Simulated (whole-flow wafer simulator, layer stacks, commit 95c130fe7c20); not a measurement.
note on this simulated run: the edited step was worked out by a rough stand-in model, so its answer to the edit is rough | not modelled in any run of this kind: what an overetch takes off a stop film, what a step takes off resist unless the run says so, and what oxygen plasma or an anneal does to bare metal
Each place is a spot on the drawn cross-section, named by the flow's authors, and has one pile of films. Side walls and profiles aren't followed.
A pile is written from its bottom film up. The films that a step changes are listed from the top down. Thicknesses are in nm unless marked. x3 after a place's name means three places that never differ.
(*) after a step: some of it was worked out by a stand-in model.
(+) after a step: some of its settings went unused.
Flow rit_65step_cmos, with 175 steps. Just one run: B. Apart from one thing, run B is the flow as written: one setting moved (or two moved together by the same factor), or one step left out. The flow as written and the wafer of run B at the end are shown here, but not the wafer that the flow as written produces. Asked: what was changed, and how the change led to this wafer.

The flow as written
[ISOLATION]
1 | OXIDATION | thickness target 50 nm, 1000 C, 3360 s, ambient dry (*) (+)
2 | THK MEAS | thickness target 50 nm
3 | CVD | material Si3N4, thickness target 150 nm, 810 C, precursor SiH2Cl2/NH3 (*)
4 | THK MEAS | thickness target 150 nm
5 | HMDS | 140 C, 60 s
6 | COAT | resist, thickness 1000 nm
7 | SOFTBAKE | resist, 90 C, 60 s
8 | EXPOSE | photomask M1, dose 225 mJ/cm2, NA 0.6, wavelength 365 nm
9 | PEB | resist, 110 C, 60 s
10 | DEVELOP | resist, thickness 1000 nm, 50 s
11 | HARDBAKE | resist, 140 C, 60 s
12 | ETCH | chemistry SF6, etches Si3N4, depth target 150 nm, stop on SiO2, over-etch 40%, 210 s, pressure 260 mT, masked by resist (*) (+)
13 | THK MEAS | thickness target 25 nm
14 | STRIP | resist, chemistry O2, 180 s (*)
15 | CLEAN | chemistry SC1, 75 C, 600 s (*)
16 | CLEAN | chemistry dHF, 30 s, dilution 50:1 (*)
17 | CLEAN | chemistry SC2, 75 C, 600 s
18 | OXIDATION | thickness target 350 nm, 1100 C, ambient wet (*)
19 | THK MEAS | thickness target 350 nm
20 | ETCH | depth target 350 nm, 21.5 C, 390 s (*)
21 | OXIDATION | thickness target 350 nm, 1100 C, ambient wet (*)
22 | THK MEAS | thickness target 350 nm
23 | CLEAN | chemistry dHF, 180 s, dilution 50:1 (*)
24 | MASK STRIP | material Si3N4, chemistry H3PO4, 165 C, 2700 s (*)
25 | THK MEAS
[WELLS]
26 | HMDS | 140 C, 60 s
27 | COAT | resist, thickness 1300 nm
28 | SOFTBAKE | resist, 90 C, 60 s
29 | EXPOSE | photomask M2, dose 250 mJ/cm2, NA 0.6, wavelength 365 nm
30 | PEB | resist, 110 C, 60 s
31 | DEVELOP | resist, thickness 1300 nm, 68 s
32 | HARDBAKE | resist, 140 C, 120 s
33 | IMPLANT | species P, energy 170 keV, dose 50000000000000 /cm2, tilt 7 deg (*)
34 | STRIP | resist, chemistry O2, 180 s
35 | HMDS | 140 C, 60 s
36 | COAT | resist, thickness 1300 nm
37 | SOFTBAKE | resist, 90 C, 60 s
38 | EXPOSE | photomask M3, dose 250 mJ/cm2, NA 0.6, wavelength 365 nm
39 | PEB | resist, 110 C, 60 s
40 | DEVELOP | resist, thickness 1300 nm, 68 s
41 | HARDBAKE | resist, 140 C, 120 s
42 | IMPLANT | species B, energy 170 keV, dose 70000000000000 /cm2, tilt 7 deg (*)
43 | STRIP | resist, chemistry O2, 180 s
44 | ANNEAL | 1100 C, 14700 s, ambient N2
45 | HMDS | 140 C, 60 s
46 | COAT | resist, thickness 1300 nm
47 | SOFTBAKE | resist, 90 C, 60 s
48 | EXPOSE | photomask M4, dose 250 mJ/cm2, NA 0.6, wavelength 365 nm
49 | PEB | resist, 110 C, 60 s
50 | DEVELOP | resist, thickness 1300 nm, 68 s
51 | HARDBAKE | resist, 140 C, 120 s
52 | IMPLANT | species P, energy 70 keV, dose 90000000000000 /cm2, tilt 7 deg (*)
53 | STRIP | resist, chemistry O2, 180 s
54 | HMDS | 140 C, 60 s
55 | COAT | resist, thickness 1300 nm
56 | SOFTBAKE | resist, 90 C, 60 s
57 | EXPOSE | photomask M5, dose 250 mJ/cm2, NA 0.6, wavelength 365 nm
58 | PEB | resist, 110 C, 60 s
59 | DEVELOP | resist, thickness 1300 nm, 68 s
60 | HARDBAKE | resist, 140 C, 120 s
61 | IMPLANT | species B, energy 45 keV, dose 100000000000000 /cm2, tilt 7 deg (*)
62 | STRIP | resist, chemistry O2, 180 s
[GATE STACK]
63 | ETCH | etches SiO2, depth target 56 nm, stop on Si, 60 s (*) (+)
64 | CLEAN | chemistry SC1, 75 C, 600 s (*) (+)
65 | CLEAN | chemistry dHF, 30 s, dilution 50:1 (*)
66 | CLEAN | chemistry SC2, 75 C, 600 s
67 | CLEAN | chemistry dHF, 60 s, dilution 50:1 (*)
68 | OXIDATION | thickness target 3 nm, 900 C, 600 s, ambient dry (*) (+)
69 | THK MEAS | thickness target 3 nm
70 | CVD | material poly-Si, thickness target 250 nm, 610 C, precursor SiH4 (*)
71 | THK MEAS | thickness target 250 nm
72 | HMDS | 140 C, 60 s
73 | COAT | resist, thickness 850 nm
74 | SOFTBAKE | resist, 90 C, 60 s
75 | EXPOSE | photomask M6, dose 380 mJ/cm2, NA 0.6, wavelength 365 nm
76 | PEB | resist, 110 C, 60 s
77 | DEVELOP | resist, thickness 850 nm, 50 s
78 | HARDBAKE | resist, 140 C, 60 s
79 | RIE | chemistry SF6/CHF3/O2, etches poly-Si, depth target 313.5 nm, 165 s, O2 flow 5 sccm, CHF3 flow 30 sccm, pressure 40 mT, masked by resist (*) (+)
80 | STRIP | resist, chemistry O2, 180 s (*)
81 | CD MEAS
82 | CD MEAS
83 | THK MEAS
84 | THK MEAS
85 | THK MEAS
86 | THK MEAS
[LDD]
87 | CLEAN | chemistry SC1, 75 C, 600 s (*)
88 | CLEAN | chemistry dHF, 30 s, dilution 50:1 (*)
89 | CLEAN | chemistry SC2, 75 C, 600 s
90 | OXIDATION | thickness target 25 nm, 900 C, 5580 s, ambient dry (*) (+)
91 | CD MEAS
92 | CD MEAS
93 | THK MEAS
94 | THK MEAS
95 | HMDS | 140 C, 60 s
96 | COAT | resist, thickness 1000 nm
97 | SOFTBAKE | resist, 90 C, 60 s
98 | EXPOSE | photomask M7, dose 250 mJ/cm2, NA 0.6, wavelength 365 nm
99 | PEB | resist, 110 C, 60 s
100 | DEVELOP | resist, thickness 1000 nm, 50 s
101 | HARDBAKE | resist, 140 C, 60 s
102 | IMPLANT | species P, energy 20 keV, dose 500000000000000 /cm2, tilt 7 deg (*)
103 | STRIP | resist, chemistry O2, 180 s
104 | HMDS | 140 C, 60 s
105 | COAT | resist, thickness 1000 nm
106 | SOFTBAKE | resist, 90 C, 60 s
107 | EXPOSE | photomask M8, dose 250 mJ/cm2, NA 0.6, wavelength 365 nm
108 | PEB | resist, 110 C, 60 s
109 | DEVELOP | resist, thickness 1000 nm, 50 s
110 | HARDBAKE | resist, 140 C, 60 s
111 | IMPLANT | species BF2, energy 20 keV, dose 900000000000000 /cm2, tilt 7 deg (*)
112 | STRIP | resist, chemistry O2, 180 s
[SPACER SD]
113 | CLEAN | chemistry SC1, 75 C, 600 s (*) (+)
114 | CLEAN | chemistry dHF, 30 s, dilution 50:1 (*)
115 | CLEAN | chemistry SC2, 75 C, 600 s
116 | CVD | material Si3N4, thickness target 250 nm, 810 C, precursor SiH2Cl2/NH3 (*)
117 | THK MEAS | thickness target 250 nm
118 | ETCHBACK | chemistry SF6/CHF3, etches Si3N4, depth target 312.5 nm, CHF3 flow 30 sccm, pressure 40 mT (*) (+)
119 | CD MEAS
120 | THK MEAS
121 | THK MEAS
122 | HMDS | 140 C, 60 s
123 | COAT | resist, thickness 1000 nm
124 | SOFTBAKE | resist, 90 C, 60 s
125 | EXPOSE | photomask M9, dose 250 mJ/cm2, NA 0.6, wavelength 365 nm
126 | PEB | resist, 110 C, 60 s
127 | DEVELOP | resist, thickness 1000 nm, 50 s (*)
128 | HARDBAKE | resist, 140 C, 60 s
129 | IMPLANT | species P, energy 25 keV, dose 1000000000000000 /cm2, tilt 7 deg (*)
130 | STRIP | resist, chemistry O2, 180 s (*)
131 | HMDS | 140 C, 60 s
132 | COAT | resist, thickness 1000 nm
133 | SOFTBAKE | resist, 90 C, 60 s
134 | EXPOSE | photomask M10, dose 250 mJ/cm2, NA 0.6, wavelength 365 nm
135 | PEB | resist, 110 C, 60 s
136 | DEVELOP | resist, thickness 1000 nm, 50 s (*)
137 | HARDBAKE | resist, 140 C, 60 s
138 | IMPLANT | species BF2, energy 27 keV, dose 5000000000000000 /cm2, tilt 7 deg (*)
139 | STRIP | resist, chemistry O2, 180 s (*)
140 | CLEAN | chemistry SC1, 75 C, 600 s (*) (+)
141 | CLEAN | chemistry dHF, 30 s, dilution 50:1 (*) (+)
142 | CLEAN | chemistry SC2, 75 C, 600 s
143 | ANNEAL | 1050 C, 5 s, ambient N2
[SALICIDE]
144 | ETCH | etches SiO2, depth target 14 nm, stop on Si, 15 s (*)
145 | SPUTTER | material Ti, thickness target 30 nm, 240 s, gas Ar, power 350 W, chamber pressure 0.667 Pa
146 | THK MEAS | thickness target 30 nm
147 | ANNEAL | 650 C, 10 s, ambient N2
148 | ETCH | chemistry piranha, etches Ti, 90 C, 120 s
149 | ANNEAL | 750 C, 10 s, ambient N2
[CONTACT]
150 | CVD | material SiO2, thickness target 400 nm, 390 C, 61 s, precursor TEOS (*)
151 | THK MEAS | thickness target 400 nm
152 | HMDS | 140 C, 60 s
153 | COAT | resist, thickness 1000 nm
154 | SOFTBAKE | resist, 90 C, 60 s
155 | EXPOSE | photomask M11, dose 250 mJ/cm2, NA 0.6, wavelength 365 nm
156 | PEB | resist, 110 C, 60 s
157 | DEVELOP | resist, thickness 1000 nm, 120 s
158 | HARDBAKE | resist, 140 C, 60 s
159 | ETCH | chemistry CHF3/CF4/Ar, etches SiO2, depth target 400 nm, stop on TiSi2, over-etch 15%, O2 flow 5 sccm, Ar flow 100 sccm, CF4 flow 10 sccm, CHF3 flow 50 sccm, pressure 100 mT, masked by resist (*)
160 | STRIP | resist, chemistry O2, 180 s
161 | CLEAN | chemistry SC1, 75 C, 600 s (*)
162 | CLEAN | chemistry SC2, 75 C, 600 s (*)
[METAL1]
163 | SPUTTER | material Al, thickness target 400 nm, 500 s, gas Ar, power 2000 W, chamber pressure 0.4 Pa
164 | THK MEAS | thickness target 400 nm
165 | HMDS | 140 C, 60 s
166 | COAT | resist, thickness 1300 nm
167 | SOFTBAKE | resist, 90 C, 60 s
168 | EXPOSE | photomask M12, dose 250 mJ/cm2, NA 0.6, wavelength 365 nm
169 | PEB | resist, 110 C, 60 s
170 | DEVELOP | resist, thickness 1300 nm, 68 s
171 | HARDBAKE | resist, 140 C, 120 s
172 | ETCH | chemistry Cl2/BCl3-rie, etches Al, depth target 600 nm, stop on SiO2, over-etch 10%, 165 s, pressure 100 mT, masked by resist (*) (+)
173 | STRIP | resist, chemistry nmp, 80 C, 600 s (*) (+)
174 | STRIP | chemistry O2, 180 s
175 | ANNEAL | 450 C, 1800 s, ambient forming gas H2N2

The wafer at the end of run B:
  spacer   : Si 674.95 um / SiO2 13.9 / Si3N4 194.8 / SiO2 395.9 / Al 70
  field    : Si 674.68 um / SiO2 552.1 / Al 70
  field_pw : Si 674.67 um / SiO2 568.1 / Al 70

Cause: step 172, ETCH: depth target 300 nm was run, though the flow has depth target 600 nm.

The path from the change to this, step by step:
  172 | ETCH | chemistry Cl2/BCl3-rie, etches Al, depth target 600 nm, stop on SiO2, over-etch 10%, 165 s, pressure 100 mT, masked by resist (*) (+)
      field, field_pw, field_p, spacer, spacer_p: -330 Al (in the flow as written it would be: -400 Al (all of it), -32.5 SiO2)
      gate_n, gate_p: -330 Al (in the flow as written it would be: -396 Al (all of it), -33 SiO2)
      (as well as at 1 more place)
Taking metal films that touch as one body, spacer has 1 body; the flow as written gives 0 bodies.
Taking metal films that touch as one body, field has 1 body; the flow as written gives 0 bodies.
Taking metal films that touch as one body, field_pw has 1 body; the flow as written gives 0 bodies.
